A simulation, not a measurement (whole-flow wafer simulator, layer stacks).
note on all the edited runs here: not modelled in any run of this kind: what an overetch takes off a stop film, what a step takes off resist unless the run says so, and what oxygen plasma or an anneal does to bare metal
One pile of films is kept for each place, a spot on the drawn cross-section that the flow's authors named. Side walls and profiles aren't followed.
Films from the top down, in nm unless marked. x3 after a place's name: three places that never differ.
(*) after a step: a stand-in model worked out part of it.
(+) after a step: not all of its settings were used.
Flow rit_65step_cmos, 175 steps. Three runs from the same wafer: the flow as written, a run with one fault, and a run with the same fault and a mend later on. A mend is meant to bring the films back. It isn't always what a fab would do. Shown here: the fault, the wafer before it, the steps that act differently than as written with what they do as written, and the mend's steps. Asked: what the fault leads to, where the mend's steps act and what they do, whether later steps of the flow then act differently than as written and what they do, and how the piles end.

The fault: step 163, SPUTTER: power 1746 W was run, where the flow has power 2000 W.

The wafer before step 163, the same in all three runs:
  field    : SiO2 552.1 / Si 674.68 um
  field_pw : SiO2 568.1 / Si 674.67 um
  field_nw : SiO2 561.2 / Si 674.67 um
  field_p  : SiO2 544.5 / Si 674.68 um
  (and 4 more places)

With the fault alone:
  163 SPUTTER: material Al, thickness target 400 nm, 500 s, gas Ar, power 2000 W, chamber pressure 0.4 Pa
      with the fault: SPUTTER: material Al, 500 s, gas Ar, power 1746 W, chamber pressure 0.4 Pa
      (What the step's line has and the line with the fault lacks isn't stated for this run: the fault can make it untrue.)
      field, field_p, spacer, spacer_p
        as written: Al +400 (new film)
        with the fault: Al +349.2 (new film)
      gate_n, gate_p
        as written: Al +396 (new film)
        with the fault: Al +349.2 (new film)
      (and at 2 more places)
  Later steps of the flow that act differently than as written (3 more steps differ only slightly, by at most 2% or 0.5 nm, whichever is larger, and aren't shown):
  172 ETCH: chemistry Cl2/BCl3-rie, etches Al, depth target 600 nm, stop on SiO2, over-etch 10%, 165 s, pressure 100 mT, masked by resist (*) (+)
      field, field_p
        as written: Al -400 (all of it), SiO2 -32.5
        with the fault: Al -349.2 (all of it), SiO2 -38.9
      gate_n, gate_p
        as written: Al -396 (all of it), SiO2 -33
        with the fault: Al -349.2 (all of it), SiO2 -38.8
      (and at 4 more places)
  At the end the piles differ from the flow's only slightly at the places that both follow, by at most 2% or 0.5 nm, whichever is larger.

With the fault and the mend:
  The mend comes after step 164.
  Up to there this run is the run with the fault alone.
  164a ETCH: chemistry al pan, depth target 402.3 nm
      field, field_p, gate_n, gate_p, spacer, spacer_p
        Al -349.2 (all of it)
      field_pw
        Al -347.7 (all of it)
      field_nw
        Al -348.3 (all of it)
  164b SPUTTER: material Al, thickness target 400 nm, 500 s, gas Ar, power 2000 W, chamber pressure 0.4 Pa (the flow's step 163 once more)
      field, field_pw, field_p, spacer, spacer_p
        Al +400 (new film)
      gate_n, gate_p
        Al +396 (new film)
      field_nw
        Al +397.2 (new film)
  No later step of the flow acts differently than as written at any place that is followed.
  At the end the piles are the same as the flow's at every place that both follow.
